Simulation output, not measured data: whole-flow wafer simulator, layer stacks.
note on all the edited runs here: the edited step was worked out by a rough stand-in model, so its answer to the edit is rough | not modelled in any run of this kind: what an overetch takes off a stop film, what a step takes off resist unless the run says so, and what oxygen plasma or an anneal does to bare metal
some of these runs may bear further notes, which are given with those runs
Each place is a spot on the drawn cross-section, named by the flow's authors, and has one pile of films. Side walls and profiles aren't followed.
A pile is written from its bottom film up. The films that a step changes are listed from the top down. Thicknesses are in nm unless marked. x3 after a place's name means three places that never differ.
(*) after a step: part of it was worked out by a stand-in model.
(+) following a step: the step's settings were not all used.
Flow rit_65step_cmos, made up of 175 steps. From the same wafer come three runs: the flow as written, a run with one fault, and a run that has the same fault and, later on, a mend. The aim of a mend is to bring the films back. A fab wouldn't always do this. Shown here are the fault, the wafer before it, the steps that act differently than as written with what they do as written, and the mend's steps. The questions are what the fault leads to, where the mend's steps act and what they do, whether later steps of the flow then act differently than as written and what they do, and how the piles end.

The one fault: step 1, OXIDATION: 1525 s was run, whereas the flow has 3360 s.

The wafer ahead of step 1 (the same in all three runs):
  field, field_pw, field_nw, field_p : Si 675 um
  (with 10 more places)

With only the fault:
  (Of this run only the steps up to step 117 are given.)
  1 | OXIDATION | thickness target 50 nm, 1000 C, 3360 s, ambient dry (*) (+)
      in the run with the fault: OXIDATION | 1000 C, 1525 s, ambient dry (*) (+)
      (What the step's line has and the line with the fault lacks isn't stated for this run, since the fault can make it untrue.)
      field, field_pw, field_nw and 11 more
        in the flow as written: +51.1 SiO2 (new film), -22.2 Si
        in the run with the fault: +34.3 SiO2 (new film), -14.8 Si
  Later steps of the flow acting differently than as written (36 other steps are not shown; they differ only slightly, by no more than 2% or 0.5 nm, whichever is larger):
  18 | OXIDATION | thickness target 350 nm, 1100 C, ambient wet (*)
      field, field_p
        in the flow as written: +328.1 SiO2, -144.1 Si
        in the run with the fault: +341 SiO2, -149.7 Si
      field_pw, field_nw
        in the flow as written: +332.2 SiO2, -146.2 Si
        in the run with the fault: +345 SiO2, -151.8 Si
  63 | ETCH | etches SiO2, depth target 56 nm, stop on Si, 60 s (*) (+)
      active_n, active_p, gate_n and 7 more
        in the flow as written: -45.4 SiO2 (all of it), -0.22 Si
        in the run with the fault: -28.6 SiO2 (all of it), -0.56 Si
  Once step 117 is done, the piles differ only a little from the flow's at the places that both follow, at most by 2% or 0.5 nm, whichever is larger.

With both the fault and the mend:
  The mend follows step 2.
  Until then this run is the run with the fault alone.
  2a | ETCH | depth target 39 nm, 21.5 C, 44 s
      field, field_pw, field_nw and 11 more
        -34.3 SiO2 (all of it)
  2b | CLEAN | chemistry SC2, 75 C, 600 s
      field, field_pw, field_nw and 11 more
        +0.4 chemical SiO2 (new film), -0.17 Si
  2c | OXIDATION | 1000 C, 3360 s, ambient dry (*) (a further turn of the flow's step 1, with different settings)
      field, field_pw, field_nw and 11 more
        +51 SiO2 (new film), -0.4 chemical SiO2 (all of it), -22.3 Si
  Later steps of the flow acting differently than as written (17 other steps are not shown; they differ only slightly, by no more than 2% or 0.5 nm, whichever is larger):
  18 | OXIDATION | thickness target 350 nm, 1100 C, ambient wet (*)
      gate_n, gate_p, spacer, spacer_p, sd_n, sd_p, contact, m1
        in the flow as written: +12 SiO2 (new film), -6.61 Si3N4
        in the run with the mend: +12 SiO2 (new film), -6.61 Si3N4, +0.03 SiO2
  When the end is reached, the piles differ only a little from the flow's at the places that both follow, at most by 2% or 0.5 nm, whichever is larger.
